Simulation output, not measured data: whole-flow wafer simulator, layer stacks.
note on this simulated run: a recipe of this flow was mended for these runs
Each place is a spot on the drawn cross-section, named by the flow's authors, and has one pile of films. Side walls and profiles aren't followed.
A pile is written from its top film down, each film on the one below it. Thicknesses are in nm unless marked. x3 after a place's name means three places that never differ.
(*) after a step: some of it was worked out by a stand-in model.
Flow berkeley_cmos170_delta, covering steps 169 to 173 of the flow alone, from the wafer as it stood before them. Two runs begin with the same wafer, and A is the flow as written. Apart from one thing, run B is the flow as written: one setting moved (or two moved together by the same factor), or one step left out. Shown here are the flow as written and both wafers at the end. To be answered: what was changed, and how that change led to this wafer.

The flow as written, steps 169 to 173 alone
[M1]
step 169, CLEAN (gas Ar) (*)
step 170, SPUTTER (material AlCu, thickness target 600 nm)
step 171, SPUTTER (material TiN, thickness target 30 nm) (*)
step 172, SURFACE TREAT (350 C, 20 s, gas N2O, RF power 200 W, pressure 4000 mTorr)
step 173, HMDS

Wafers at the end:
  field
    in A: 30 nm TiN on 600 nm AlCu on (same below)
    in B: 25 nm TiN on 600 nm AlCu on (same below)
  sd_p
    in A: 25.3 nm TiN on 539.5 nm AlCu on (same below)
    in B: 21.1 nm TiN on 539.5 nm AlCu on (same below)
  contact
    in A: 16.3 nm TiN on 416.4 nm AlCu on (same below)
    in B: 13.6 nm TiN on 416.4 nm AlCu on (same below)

The reason: step 171, SPUTTER: thickness target 25 nm was run, whereas the flow has thickness target 30 nm.
The wafer lets one read it off: field has TiN 25, and step 171 as written asks for 30 nm.

Step by step, how the change led to this:
  step 171, SPUTTER (material TiN, thickness target 30 nm) (*)
      field, sd_n, spacer_n, gate, spacer_p, gate_p, m1: A TiN gains 30 (new film) | B TiN gains 25 (new film)
      sd_p: A TiN gains 25.3 (new film) | B TiN gains 21.1 (new film)
      (also at 1 further place)
